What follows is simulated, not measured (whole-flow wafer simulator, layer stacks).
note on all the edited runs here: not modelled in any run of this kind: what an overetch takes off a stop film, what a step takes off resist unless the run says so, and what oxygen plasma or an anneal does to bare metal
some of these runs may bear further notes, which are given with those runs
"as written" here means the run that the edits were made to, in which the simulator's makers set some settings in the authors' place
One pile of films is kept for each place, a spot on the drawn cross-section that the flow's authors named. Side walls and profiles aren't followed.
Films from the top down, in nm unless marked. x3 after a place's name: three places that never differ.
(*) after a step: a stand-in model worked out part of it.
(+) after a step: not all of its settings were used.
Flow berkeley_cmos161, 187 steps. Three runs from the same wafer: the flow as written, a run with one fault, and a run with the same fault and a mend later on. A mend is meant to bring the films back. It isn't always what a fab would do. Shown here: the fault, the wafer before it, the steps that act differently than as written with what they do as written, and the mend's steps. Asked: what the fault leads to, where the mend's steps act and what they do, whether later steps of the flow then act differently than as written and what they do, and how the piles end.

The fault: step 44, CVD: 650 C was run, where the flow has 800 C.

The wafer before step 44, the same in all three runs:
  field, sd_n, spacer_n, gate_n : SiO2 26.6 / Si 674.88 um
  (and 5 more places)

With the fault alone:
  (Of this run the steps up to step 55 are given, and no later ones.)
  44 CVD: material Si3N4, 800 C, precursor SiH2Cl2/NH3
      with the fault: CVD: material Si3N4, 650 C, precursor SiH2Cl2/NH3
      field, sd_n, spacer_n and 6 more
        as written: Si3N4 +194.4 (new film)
        with the fault: Si3N4 +12.4 (new film)
  Later steps of the flow that act differently than as written:
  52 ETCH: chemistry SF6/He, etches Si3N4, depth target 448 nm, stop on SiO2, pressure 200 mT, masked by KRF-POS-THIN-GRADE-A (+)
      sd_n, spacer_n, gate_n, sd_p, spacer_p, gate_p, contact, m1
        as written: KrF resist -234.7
        with the fault: KrF resist -36.9
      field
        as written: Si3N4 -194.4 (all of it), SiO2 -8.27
        with the fault: Si3N4 -12.4 (all of it), SiO2 -8.27
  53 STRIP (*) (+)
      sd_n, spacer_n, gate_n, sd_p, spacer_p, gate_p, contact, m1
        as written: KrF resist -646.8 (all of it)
        with the fault: KrF resist -844.6 (all of it)
  After step 55 the piles differ from the flow's by more than 2% or 0.5 nm, whichever is larger, at sd_n, spacer_n, gate_n, sd_p, spacer_p, gate_p, contact, m1.
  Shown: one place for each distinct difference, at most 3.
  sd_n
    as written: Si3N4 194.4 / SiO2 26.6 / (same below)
    with the fault: Si3N4 12.4 / SiO2 26.6 / (same below)

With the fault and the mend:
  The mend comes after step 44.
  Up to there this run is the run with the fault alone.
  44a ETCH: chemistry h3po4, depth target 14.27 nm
      field, sd_n, spacer_n and 6 more
        Si3N4 -12.4 (all of it)
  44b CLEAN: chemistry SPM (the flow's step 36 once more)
      changes no film at any place that is followed
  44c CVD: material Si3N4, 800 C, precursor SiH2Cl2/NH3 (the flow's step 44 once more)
      field, sd_n, spacer_n and 6 more
        Si3N4 +194.4 (new film)
  No later step of the flow acts differently than as written at any place that is followed.
  At the end the piles are the same as the flow's at every place that both follow.
